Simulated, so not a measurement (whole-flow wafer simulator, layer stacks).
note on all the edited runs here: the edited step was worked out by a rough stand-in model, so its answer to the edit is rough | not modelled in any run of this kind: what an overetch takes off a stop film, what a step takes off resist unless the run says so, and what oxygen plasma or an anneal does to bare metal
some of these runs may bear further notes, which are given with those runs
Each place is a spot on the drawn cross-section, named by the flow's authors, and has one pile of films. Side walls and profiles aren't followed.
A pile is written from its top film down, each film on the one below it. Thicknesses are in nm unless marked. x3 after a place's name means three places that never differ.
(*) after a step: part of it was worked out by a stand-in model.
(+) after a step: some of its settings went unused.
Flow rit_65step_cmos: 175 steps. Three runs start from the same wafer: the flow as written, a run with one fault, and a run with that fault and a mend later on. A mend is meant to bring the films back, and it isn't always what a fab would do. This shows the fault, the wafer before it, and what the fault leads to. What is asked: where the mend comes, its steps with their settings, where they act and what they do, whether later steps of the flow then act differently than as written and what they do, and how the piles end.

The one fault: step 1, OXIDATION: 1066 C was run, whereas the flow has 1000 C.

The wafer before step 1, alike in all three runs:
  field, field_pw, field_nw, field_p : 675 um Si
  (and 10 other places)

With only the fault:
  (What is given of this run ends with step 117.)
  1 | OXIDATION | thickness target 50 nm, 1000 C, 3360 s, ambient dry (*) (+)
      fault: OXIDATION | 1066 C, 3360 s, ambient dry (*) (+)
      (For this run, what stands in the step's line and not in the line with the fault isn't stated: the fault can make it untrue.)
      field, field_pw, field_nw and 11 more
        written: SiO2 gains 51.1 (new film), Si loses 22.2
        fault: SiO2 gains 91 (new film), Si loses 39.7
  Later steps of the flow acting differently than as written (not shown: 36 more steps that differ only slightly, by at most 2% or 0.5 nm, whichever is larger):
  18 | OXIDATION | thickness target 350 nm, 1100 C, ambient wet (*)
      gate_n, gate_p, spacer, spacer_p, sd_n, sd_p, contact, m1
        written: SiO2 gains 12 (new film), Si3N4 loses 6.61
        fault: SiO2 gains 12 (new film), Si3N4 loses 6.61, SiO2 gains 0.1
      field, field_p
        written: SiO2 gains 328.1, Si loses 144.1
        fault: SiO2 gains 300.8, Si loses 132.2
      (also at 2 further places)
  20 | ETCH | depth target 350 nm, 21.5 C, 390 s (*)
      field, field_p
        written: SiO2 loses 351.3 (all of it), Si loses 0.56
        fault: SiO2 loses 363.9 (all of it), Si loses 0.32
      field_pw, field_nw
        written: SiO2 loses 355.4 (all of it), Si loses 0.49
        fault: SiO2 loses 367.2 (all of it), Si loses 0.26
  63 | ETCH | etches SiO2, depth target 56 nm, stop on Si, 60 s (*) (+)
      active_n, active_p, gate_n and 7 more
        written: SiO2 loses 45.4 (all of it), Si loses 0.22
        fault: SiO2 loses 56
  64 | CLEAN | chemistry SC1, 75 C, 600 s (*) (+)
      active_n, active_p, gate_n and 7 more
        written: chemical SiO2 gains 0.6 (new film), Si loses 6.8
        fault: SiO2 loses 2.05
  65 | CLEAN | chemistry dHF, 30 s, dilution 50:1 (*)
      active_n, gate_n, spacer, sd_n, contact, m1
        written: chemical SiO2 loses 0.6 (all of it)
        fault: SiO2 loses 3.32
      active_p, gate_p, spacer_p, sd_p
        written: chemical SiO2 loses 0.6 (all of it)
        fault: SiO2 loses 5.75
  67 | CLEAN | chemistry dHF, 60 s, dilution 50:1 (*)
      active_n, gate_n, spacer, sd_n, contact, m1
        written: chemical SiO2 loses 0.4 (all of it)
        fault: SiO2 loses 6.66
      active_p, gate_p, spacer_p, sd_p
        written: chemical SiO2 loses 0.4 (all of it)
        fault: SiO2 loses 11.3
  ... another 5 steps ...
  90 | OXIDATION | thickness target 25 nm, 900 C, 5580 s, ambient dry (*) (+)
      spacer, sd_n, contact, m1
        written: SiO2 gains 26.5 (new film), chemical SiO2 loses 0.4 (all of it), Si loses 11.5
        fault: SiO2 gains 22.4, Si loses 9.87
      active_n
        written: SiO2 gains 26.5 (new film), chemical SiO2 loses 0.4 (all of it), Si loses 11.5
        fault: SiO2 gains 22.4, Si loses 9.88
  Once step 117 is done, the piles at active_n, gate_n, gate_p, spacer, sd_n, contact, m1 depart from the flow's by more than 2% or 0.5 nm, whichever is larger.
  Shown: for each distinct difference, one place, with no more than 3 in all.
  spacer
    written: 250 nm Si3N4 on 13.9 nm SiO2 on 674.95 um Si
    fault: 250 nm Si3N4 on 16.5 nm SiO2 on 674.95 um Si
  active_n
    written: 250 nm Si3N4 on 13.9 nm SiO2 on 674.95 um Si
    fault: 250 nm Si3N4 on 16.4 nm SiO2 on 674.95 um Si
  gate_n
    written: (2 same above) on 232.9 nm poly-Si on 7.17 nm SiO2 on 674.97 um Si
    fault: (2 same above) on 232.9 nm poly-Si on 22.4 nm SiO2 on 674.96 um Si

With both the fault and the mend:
  The mend follows step 2.
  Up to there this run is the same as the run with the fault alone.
  2a | ETCH | depth target 40 nm, 21.5 C, 44 s
      field, field_pw, field_nw and 11 more
        SiO2 loses 40
  Every later step of the flow that is run acts as written, at every place that is followed, to within 2% or 0.5 nm, whichever is larger.
  The piles end only slightly different from the flow's at the places that both follow, by no more than 2% or 0.5 nm, whichever is larger.
